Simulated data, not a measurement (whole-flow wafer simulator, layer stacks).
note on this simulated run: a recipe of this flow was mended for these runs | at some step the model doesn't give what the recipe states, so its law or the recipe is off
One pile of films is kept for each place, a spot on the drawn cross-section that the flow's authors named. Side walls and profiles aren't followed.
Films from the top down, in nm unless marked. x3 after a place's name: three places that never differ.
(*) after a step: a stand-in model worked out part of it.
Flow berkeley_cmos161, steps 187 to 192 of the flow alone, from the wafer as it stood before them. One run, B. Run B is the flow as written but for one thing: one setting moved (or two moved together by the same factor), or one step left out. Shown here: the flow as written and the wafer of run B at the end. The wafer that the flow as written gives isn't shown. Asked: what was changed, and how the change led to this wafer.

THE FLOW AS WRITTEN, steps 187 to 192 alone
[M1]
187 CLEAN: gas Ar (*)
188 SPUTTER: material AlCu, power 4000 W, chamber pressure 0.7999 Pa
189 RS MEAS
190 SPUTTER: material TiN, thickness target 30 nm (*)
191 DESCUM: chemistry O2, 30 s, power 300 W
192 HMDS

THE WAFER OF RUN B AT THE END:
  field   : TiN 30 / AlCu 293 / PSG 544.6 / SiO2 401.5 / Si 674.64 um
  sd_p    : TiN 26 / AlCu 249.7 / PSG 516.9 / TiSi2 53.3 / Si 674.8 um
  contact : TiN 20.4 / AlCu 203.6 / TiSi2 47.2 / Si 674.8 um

The cause: step 188, SPUTTER: chamber pressure 0.6719 Pa was run, where the flow has chamber pressure 0.7999 Pa.

How the change led to this, step by step:
  188 SPUTTER: material AlCu, power 4000 W, chamber pressure 0.7999 Pa
      field, sd_n, spacer_n, gate_n, spacer_p, gate_p, m1: AlCu +293 (new film) (as written it would be: AlCu +275.8 (new film))
      sd_p: AlCu +249.7 (new film) (as written it would be: AlCu +235.4 (new film))
      (and at 1 more place)
